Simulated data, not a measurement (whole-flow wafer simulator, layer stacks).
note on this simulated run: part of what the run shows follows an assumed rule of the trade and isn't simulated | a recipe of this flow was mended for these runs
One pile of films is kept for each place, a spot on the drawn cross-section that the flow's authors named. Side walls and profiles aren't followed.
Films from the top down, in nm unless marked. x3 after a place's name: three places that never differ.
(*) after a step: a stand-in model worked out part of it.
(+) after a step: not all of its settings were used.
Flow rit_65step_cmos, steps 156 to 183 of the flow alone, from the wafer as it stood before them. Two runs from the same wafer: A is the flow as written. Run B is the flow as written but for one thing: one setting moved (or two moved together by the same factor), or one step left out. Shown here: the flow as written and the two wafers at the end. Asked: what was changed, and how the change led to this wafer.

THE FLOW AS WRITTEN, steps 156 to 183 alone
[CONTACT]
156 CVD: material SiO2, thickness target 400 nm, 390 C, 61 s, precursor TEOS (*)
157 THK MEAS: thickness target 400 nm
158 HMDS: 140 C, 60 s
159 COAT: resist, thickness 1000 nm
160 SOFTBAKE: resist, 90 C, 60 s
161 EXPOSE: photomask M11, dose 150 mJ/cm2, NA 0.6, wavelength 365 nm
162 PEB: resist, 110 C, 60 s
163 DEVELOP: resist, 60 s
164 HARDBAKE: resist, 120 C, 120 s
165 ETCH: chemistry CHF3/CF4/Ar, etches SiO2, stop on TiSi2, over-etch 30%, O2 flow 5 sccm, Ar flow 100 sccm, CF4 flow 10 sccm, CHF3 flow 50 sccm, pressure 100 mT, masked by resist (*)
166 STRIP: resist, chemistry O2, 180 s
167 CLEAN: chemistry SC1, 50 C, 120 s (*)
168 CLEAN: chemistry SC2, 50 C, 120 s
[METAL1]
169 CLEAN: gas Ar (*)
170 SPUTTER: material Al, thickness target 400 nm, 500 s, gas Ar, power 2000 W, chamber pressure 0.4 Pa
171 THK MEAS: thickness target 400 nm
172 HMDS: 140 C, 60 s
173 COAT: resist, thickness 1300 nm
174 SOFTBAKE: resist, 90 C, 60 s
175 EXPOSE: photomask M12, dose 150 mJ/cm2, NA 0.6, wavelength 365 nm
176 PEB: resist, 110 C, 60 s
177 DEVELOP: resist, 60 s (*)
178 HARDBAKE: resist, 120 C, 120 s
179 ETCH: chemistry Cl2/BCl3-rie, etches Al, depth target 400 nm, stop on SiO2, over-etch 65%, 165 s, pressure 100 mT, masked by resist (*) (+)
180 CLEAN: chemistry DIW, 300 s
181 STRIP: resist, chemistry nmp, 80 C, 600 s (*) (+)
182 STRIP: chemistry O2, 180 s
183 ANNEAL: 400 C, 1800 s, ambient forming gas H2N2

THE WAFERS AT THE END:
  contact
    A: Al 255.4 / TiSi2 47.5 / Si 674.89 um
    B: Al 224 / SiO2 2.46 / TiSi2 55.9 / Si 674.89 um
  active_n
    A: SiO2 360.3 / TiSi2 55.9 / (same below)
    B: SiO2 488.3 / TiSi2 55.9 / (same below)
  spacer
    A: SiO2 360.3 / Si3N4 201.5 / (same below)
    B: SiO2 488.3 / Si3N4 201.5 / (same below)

The cause: step 156, CVD: thickness target 528 nm was run, where the flow has thickness target 400 nm; step 156, CVD: 80 s was run, where the flow has 61 s.

How the change led to this, step by step:
  156 CVD: material SiO2, thickness target 400 nm, 390 C, 61 s, precursor TEOS (*)
      active_n, active_p, gate_n and 7 more: A SiO2 +400 (new film) | B SiO2 +528 (new film)
      field, field_pw, field_nw, field_p: A SiO2 +400 | B SiO2 +528
  165 ETCH: chemistry CHF3/CF4/Ar, etches SiO2, stop on TiSi2, over-etch 30%, O2 flow 5 sccm, Ar flow 100 sccm, CF4 flow 10 sccm, CHF3 flow 50 sccm, pressure 100 mT, masked by resist (*)
      contact: A SiO2 -400 (all of it), TiSi2 -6 | B SiO2 -520
  169 CLEAN: gas Ar (*)
      contact: A TiSi2 -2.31 | B SiO2 -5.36
  170 SPUTTER: material Al, thickness target 400 nm, 500 s, gas Ar, power 2000 W, chamber pressure 0.4 Pa
      contact: A Al +255.4 (new film) | B Al +224 (new film)
  173 COAT: resist, thickness 1300 nm
      contact: A resist +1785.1 (new film) | B resist +1912.7 (new film)
  176 PEB: resist, 110 C, 60 s
      contact: A resist -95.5 | B resist -102.7
  178 HARDBAKE: resist, 120 C, 120 s
      contact: A resist -62.1 | B resist -67.2
  181 STRIP: resist, chemistry nmp, 80 C, 600 s (*) (+)
      contact: A resist -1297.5 (all of it) | B resist -1412.8 (all of it)
